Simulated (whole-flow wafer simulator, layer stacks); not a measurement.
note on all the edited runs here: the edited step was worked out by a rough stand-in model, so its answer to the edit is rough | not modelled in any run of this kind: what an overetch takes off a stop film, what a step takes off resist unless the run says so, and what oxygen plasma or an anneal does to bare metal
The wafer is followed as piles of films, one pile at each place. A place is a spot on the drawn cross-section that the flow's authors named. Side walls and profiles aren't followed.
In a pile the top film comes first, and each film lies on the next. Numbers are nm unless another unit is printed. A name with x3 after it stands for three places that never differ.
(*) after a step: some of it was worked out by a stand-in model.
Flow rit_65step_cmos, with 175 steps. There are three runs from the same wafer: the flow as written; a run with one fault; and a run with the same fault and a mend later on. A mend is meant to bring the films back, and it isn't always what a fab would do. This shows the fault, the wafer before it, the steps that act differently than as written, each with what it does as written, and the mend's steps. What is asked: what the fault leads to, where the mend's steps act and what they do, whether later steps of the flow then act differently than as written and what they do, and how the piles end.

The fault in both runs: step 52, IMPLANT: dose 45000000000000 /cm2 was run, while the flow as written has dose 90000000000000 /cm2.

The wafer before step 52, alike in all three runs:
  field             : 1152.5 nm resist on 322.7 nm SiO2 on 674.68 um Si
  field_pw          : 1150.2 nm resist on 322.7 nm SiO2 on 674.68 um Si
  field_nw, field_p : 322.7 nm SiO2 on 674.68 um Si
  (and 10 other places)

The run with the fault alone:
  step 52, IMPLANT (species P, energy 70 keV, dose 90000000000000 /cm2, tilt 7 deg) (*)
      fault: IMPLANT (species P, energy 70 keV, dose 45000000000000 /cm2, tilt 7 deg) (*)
      acts as it does as written at every place that is followed
  Steps later in the flow that act otherwise than as written (35 more steps, not shown, differ only slightly: by at most 2% or 0.5 nm, whichever is larger):
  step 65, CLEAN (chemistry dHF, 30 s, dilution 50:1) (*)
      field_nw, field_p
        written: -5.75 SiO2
        fault: -4.43 SiO2
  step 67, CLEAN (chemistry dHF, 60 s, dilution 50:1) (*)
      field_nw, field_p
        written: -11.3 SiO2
        fault: -8.78 SiO2
  When the end is reached, the piles differ only a little from the flow's at the places that both follow, at most by 2% or 0.5 nm, whichever is larger.

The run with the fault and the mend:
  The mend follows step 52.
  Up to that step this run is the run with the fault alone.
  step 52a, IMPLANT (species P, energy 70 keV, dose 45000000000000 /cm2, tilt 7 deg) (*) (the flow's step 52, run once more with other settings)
      alters no film at any place that is followed
  Every later step of the flow that is run acts as written at every place that is followed.
  At every place that both follow, the piles at the end match the flow's.
